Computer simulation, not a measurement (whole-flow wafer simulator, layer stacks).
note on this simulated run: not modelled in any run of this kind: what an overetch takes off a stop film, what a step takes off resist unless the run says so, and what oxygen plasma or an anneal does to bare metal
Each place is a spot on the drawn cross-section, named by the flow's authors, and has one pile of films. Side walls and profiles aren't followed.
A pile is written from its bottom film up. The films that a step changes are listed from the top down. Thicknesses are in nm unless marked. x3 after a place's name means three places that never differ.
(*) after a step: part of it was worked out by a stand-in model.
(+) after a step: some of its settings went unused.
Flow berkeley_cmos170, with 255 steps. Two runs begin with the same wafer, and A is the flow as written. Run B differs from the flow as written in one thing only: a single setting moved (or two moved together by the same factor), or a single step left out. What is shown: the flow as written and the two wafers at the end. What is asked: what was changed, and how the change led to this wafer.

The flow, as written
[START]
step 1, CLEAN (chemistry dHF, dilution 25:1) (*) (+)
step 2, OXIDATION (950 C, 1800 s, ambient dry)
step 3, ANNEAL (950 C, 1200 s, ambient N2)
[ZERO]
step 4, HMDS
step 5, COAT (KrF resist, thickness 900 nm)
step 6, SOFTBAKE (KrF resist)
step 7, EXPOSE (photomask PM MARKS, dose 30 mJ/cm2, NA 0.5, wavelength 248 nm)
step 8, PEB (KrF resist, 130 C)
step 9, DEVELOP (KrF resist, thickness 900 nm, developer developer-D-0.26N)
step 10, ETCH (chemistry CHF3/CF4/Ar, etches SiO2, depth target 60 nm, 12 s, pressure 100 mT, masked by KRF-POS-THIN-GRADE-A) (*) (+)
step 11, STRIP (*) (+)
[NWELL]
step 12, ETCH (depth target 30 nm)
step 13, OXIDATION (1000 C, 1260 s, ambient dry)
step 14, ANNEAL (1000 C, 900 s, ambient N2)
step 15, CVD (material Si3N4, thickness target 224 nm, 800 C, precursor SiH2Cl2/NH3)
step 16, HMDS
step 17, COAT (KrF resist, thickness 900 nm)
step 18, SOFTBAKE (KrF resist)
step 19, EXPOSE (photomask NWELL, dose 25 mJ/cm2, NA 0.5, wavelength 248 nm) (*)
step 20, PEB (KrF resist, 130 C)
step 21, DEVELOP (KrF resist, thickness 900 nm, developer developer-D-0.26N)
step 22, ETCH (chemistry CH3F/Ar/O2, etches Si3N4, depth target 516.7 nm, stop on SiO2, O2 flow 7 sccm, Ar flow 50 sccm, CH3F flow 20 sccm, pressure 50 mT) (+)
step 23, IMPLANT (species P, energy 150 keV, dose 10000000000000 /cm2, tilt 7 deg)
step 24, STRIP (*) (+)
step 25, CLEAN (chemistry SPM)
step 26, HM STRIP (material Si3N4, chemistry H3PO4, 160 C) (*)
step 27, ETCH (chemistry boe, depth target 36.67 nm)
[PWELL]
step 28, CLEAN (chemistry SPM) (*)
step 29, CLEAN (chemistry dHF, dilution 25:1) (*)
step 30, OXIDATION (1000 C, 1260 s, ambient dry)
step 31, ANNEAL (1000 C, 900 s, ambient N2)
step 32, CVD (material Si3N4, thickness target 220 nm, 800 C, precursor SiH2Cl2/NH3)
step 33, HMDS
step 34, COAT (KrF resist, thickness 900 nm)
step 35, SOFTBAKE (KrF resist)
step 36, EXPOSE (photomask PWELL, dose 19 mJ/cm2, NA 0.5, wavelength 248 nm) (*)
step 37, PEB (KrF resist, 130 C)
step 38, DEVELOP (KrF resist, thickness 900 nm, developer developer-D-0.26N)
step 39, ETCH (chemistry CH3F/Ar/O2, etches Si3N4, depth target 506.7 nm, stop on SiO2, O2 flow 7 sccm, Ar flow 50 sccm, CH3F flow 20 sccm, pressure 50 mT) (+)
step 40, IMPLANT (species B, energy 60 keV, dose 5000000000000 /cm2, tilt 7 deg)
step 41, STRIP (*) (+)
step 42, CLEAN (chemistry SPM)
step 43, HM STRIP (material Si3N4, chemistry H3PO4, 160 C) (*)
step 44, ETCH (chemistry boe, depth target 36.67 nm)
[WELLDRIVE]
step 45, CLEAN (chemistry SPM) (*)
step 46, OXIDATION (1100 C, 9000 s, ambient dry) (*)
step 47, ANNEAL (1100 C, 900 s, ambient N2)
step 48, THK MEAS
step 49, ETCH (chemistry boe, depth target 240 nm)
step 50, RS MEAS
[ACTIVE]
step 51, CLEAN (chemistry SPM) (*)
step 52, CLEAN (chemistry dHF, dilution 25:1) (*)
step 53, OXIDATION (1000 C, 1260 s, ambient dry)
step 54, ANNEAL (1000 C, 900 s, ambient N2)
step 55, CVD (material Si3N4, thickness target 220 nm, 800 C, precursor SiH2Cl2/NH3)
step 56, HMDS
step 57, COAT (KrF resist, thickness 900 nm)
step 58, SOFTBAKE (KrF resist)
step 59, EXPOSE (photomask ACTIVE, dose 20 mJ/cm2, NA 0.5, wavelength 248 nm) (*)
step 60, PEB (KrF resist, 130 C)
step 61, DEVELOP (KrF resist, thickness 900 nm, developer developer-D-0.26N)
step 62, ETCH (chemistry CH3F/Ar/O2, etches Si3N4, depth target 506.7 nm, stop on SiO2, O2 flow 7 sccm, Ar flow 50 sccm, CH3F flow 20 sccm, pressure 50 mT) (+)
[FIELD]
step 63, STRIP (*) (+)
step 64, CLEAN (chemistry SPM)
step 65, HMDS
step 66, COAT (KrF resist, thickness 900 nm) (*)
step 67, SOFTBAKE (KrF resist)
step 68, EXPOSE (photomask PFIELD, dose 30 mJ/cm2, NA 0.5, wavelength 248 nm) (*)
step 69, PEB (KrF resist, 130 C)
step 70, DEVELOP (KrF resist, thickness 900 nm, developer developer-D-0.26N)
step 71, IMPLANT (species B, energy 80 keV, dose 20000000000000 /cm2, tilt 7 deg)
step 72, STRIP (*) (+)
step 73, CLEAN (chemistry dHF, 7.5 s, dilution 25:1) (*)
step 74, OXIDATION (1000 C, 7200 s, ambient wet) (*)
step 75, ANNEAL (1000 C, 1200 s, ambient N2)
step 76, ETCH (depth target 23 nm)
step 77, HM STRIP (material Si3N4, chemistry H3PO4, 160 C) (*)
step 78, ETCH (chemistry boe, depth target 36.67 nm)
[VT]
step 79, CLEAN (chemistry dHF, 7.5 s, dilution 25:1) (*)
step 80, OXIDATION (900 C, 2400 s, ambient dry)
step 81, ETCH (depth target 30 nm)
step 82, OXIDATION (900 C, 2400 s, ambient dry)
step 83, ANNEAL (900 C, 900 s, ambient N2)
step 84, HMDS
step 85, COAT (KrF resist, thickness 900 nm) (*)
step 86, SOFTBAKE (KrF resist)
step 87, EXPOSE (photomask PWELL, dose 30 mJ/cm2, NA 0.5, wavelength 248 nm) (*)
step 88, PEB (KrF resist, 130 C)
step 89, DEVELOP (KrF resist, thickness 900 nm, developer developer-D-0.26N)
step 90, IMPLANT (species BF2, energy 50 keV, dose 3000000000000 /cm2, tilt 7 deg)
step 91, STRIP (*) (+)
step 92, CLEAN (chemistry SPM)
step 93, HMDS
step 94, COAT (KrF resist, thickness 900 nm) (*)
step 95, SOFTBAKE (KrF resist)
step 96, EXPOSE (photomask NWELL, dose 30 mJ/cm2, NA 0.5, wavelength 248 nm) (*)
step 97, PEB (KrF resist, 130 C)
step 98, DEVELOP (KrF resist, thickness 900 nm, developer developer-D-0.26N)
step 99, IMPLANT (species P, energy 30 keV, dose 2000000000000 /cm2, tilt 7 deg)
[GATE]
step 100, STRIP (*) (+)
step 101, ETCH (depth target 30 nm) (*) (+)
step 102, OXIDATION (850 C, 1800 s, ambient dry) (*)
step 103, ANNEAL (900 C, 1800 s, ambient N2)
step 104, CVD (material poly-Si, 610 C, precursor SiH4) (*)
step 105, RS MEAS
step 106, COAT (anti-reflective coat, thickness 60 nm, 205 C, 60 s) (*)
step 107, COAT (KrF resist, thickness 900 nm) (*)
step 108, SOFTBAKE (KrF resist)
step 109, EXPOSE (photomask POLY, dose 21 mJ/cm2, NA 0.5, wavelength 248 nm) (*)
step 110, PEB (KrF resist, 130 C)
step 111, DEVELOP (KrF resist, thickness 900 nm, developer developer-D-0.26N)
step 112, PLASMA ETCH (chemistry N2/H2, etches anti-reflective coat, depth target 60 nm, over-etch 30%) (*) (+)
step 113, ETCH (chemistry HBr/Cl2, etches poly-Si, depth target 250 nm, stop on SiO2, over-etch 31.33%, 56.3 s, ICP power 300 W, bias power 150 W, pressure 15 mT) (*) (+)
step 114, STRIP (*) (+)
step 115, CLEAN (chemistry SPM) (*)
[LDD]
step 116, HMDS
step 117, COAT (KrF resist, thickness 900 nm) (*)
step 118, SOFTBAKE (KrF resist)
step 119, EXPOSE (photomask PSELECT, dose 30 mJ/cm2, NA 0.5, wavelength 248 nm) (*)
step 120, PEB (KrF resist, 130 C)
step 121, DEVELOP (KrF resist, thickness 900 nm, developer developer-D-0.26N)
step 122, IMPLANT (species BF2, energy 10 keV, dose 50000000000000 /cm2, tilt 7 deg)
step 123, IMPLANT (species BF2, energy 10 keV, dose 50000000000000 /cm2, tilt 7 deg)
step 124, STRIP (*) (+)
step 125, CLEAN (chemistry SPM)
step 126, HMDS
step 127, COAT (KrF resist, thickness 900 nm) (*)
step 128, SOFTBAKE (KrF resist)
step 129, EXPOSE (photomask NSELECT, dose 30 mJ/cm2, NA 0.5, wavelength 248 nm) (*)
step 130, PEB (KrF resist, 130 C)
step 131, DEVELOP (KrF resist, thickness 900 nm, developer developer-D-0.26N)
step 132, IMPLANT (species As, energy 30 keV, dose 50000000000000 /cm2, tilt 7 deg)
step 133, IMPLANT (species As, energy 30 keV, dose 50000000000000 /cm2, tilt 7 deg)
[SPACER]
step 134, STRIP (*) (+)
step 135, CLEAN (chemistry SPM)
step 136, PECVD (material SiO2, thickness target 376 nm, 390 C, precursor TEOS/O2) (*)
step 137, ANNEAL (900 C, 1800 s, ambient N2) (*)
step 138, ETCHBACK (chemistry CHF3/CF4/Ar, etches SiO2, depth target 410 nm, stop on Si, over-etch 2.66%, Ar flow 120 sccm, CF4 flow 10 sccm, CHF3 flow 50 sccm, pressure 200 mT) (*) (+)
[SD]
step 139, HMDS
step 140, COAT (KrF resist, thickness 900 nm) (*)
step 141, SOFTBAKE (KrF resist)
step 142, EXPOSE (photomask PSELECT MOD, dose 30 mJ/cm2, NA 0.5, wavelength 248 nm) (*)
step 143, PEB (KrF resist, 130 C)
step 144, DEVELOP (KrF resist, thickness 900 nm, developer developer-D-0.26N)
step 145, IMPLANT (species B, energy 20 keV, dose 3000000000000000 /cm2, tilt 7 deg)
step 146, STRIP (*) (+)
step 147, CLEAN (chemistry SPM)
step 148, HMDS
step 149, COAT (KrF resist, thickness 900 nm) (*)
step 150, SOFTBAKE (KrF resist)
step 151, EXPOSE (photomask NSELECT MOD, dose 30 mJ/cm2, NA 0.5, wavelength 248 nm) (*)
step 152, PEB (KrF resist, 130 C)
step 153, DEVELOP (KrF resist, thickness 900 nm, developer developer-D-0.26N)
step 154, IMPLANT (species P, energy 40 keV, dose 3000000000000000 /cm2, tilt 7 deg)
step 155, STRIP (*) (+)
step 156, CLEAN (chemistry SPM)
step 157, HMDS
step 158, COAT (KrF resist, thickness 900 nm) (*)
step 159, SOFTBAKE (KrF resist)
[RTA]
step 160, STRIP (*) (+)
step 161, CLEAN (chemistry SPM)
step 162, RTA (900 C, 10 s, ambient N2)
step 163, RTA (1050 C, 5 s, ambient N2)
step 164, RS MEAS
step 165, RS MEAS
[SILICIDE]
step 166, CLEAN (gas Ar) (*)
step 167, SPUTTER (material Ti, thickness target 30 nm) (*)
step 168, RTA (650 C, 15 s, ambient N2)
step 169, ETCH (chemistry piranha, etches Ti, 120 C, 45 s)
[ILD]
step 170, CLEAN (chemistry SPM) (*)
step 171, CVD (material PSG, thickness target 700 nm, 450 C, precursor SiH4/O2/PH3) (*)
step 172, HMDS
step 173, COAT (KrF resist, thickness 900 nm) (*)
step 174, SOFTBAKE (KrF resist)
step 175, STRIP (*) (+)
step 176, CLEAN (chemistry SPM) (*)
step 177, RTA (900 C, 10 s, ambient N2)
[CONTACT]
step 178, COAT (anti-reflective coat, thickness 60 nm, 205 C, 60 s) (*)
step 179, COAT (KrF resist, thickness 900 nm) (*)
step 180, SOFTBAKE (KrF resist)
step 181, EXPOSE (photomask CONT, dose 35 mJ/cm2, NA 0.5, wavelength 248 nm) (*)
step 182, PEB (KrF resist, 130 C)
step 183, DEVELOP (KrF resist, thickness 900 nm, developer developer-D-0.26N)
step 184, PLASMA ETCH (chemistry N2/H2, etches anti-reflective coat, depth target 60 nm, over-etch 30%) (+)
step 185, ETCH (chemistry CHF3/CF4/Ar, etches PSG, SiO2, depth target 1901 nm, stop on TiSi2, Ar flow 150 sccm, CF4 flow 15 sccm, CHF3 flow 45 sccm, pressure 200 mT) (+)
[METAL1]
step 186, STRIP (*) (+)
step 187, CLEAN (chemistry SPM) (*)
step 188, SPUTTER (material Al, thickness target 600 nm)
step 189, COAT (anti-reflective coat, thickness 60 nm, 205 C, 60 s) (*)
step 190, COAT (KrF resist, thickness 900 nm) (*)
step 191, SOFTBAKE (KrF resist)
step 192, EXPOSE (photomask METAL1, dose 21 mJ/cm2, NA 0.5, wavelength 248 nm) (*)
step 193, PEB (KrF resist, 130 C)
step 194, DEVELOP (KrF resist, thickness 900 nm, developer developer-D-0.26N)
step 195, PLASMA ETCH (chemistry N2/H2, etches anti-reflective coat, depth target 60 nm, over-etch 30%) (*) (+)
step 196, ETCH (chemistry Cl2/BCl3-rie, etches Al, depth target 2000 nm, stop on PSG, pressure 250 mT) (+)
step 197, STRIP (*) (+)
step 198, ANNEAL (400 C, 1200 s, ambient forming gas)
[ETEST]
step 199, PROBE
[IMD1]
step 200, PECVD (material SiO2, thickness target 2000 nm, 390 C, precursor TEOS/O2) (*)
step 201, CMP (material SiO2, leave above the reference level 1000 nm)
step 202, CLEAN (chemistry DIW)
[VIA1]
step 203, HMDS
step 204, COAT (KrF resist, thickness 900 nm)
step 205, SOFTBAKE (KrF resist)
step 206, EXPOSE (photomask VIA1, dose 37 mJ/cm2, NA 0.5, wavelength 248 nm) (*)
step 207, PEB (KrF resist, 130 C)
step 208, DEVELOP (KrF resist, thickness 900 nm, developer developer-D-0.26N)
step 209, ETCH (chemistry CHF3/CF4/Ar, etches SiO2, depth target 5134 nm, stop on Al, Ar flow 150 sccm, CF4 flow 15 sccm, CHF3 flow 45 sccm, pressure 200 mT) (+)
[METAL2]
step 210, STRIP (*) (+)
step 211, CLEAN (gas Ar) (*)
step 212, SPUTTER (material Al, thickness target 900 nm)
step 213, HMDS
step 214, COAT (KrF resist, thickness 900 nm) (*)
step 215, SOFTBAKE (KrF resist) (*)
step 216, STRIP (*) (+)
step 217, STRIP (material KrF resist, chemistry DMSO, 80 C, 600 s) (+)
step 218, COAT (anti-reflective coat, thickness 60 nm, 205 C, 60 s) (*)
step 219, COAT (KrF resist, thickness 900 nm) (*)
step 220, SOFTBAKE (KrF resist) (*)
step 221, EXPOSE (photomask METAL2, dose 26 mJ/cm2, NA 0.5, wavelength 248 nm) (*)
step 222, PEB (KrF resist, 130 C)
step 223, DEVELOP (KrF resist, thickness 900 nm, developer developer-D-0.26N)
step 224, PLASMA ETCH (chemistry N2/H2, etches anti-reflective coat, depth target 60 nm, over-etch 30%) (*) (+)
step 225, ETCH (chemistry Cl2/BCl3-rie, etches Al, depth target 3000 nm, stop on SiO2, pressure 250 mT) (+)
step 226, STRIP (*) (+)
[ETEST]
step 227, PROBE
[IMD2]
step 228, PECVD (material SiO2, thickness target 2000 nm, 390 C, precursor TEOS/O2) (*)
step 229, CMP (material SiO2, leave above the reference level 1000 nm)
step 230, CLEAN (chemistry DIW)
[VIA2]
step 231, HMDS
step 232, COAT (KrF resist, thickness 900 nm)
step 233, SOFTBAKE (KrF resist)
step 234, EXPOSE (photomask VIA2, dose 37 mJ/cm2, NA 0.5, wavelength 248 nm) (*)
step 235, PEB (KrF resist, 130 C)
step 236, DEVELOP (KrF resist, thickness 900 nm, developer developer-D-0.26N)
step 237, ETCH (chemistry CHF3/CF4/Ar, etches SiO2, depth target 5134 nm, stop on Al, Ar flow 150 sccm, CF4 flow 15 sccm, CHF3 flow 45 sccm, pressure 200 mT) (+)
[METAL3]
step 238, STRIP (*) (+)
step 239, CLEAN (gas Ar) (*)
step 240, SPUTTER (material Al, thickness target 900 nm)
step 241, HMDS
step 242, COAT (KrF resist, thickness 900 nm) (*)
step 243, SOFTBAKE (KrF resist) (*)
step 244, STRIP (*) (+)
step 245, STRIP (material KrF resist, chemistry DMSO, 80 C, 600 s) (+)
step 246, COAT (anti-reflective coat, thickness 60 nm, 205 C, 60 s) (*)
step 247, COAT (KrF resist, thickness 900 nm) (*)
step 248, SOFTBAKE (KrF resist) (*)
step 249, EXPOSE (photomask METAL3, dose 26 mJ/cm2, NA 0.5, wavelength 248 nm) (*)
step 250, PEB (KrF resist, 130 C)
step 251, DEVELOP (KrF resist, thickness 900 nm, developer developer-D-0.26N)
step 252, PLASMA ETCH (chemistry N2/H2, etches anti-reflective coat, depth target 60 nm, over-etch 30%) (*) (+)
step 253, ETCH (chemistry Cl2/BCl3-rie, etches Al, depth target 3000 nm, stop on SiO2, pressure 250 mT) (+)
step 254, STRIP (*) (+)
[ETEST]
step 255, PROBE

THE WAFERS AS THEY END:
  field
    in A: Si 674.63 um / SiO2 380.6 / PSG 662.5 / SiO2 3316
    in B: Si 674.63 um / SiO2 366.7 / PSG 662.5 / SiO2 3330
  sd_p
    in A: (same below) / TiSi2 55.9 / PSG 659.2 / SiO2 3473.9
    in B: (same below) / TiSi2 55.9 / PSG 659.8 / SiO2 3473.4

The reason: step 76, ETCH: depth target 37 nm was run, whereas the flow has depth target 23 nm.

The path from the change to this, step by step:
  step 76, ETCH (depth target 23 nm)
      field: A SiO2 loses 23 | B SiO2 loses 37
  step 106, COAT (anti-reflective coat, thickness 60 nm, 205 C, 60 s) (*)
      sd_n: A anti-reflective coat gains 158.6 (new film) | B anti-reflective coat gains 149.4 (new film)
      spacer_n: A anti-reflective coat gains 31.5 (new film) | B anti-reflective coat gains 34.9 (new film)
      (also at 5 further places)
  step 112, PLASMA ETCH (chemistry N2/H2, etches anti-reflective coat, depth target 60 nm, over-etch 30%) (*) (+)
      sd_n: A anti-reflective coat loses 158.6 (all of it), poly-Si loses 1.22 | B anti-reflective coat loses 149.4 (all of it), poly-Si loses 1.15
      spacer_n: A anti-reflective coat loses 31.5 (all of it), poly-Si loses 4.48 | B anti-reflective coat loses 34.9 (all of it), poly-Si loses 4.09
      (also at 3 further places)
  step 114, STRIP (*) (+)
      gate_n: A chemical SiO2 gains 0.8 (new film), KrF resist loses 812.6 (all of it), anti-reflective coat loses 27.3 (all of it), poly-Si loses 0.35 | B chemical SiO2 gains 0.8 (new film), KrF resist loses 801.6 (all of it), anti-reflective coat loses 30.8 (all of it), poly-Si loses 0.35
      gate_p: A chemical SiO2 gains 0.8 (new film), KrF resist loses 782.1 (all of it), anti-reflective coat loses 29.6 (all of it), poly-Si loses 0.35 | B chemical SiO2 gains 0.8 (new film), KrF resist loses 774.9 (all of it), anti-reflective coat loses 32 (all of it), poly-Si loses 0.35
  step 178, COAT (anti-reflective coat, thickness 60 nm, 205 C, 60 s) (*)
      sd_n: A anti-reflective coat gains 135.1 (new film) | B anti-reflective coat gains 128.1 (new film)
      gate_n: A anti-reflective coat gains 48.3 (new film) | B anti-reflective coat gains 47.3 (new film)
      (also at 1 further place)
  step 186, STRIP (*) (+)
      sd_n: A KrF resist loses 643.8 (all of it), anti-reflective coat loses 135.1 (all of it) | B KrF resist loses 643.1 (all of it), anti-reflective coat loses 128.1 (all of it)
      gate_n: A KrF resist loses 553.1 (all of it), anti-reflective coat loses 48.3 (all of it) | B KrF resist loses 546.7 (all of it), anti-reflective coat loses 47.3 (all of it)
      (also at 1 further place)
  step 189, COAT (anti-reflective coat, thickness 60 nm, 205 C, 60 s) (*)
      m2: A anti-reflective coat gains 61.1 (new film) | B anti-reflective coat gains 63 (new film)
  step 197, STRIP (*) (+)
      m2: A KrF resist loses 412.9 (all of it), anti-reflective coat loses 61.1 (all of it) | B KrF resist loses 408.1 (all of it), anti-reflective coat loses 63 (all of it)
  step 201, CMP (material SiO2, leave above the reference level 1000 nm)
      field: A SiO2 loses 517 | B SiO2 loses 503
